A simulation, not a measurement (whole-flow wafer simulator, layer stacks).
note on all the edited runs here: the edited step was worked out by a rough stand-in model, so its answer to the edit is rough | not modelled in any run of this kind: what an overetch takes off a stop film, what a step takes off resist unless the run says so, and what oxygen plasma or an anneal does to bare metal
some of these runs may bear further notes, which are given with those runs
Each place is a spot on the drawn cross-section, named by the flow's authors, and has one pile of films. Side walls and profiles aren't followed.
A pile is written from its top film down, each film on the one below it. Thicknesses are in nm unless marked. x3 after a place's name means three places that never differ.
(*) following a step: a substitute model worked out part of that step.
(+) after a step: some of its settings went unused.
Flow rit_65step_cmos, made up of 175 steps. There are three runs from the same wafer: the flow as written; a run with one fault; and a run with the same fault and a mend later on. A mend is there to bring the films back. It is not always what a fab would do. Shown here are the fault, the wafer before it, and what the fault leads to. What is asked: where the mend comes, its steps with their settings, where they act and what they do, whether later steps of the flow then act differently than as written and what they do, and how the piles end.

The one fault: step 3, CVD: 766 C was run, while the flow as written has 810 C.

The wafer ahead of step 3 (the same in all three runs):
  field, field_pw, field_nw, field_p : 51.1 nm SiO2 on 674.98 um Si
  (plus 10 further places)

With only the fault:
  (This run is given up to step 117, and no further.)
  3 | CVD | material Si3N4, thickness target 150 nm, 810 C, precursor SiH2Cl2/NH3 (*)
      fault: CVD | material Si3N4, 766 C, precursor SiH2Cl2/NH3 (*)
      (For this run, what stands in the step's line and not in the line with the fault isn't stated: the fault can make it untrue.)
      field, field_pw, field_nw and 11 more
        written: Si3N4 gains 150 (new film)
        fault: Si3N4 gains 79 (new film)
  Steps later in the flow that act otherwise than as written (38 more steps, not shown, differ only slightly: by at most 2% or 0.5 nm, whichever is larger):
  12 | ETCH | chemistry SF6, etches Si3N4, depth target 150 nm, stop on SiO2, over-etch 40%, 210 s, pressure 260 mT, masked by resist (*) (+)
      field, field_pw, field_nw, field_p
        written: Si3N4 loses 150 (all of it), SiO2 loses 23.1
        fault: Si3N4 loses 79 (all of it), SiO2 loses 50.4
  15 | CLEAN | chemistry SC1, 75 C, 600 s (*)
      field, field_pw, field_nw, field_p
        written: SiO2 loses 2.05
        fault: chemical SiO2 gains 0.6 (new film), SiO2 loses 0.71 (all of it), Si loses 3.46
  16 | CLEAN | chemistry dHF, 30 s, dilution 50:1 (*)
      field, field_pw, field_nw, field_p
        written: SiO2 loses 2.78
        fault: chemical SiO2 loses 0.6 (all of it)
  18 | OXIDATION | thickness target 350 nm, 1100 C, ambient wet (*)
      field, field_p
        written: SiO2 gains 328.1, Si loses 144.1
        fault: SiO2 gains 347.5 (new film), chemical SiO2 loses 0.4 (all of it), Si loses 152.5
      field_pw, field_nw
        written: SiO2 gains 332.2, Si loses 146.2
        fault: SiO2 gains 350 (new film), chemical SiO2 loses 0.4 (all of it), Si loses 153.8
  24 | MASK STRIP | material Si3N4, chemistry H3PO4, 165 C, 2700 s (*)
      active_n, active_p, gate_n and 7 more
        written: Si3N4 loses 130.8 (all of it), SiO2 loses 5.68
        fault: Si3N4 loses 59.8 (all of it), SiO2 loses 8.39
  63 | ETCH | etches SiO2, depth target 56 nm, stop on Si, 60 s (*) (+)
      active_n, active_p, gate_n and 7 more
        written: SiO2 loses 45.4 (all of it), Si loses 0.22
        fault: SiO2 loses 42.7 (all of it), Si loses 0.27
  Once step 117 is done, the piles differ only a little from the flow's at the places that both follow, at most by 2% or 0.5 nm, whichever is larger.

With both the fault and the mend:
  The mend stands after step 4.
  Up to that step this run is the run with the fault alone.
  4a | CVD | material Si3N4, thickness target 71 nm, 810 C, 710 s, precursor SiH2Cl2/NH3 (*) (the flow's step 3, run once more with other settings)
      field, field_pw, field_nw and 11 more
        Si3N4 gains 71
  Later steps of the flow that are run all act as written at every place that is followed, up to a difference of at most 2% or 0.5 nm, whichever is larger.
  The piles end the same as the flow's at every place that both follow.
